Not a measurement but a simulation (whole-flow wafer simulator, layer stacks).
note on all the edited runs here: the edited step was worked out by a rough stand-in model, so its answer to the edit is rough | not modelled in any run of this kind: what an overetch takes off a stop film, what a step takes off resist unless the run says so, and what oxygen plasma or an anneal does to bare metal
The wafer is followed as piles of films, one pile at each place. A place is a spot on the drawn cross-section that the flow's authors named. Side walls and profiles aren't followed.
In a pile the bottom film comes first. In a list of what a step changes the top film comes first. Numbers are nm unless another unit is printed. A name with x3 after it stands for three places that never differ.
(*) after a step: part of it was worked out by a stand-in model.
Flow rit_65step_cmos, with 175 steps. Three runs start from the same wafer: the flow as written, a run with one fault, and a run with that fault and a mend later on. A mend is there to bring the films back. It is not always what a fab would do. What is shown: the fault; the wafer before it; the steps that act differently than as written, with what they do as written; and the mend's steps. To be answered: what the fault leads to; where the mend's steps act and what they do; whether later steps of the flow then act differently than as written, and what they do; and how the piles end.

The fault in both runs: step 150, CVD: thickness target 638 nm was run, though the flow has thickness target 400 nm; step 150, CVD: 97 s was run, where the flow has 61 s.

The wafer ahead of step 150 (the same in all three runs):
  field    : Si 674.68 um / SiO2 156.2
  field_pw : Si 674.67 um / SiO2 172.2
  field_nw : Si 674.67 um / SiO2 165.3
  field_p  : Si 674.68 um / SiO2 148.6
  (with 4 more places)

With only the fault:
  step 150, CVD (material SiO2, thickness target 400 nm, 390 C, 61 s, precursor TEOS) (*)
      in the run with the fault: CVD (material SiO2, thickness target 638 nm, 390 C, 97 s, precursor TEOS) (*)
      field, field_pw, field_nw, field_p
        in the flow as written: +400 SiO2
        in the run with the fault: +638 SiO2
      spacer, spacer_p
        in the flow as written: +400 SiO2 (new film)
        in the run with the fault: +638 SiO2 (new film)
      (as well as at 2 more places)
  None of the later steps of the flow differs from how it acts as written, at any place that is followed, by more than 2% or 0.5 nm, whichever is larger.
  The piles end different from the flow's at field, field_pw, field_nw, field_p, gate_n, gate_p, spacer, spacer_p by more than 2% or 0.5 nm, whichever is larger.
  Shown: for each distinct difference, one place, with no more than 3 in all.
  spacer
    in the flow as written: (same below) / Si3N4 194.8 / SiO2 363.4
    in the run with the fault: (same below) / Si3N4 194.8 / SiO2 601.4
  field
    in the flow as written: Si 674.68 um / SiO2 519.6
    in the run with the fault: Si 674.68 um / SiO2 757.6
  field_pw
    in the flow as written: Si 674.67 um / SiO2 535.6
    in the run with the fault: Si 674.67 um / SiO2 773.6

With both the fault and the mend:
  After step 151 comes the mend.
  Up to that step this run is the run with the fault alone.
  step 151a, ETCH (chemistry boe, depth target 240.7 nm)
      field, field_pw, field_nw, field_p, gate_n, gate_p, spacer, spacer_p
        -240.7 SiO2
  None of the later steps of the flow differs from how it acts as written, at any place that is followed, by more than 2% or 0.5 nm, whichever is larger.
  At the end the piles are close to the flow's at the places that both follow, differing by at most 2% or 0.5 nm, whichever is larger.
